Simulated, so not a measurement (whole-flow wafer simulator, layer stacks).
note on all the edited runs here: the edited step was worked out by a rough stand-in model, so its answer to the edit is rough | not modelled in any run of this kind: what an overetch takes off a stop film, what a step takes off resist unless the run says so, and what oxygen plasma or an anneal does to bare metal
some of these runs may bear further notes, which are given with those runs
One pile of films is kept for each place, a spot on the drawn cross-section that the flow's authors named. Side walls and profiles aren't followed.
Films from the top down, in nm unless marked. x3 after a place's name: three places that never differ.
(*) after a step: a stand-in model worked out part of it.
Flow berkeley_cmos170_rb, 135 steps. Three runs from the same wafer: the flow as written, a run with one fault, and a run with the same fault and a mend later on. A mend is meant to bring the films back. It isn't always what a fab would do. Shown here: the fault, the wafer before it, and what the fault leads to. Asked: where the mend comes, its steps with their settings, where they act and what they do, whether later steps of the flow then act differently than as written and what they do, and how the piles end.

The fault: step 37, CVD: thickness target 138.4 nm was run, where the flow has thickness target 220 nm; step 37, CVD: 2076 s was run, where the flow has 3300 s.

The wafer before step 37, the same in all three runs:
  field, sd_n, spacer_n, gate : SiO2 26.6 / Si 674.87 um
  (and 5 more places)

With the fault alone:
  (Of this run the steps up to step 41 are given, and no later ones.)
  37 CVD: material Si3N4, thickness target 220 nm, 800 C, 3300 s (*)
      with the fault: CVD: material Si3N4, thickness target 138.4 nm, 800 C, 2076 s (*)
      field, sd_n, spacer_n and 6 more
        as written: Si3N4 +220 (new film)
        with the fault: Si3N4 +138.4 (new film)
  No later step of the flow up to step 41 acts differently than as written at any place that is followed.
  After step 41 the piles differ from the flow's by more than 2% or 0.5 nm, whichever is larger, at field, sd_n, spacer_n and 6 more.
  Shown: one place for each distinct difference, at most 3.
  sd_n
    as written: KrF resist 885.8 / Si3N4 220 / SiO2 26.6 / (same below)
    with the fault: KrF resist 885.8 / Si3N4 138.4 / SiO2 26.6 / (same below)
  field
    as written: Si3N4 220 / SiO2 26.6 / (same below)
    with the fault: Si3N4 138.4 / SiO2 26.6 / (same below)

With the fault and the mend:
  The mend comes after step 37.
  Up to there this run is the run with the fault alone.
  37a CVD: material Si3N4, thickness target 81.62 nm, 800 C, 1224 s (*) (the flow's step 37 once more, with other settings)
      field, sd_n, spacer_n and 6 more
        Si3N4 +81.6
  No later step of the flow acts differently than as written, at any place that is followed, by more than 2% or 0.5 nm, whichever is larger.
  At the end the piles are the same as the flow's at every place that both follow.
